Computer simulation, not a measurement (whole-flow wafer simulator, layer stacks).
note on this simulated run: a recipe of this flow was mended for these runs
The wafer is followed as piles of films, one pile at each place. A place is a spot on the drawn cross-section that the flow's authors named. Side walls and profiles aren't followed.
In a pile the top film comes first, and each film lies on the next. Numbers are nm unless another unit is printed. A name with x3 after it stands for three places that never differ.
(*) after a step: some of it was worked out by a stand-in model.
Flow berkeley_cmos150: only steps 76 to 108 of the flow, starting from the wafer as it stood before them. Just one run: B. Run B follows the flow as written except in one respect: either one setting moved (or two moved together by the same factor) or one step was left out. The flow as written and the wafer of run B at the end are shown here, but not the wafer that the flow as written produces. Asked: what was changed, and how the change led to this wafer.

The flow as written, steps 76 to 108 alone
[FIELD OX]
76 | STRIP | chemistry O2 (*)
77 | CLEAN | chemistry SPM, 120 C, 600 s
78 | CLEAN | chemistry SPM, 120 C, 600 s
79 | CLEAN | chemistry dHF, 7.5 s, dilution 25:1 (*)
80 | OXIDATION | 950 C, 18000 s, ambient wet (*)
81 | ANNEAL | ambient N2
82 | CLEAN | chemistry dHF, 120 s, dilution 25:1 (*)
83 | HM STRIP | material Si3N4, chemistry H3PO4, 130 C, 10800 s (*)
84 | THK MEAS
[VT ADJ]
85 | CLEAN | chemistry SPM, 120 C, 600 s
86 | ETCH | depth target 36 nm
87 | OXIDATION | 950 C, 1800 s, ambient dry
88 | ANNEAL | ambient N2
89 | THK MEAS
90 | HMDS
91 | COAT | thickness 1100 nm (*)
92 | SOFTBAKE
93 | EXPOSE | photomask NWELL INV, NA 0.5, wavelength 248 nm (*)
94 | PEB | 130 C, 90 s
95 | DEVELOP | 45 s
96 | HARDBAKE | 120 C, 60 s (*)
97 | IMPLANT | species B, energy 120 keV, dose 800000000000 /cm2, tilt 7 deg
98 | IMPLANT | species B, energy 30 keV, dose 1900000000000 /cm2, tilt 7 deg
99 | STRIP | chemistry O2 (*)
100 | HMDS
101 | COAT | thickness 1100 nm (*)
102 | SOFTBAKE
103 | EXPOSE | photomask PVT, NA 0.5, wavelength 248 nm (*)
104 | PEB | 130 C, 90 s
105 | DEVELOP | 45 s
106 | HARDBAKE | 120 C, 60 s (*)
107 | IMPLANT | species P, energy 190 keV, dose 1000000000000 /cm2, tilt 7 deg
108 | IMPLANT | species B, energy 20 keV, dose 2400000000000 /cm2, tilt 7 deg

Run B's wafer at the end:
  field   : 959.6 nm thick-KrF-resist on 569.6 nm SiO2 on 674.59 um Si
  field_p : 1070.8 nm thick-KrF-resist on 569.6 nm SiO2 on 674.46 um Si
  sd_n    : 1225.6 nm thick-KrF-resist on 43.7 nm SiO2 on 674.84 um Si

Cause: step 86, ETCH: depth target 32 nm was run, while the flow as written has depth target 36 nm.

How this came from the change, step by step:
  86 | ETCH | depth target 36 nm
      field, field_p, sd_n: SiO2 loses 32 (in the flow as written it would be: SiO2 loses 36)
  87 | OXIDATION | 950 C, 1800 s, ambient dry
      sd_n: SiO2 gains 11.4, Si loses 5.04 (in the flow as written it would be: SiO2 gains 12.1, Si loses 5.32)
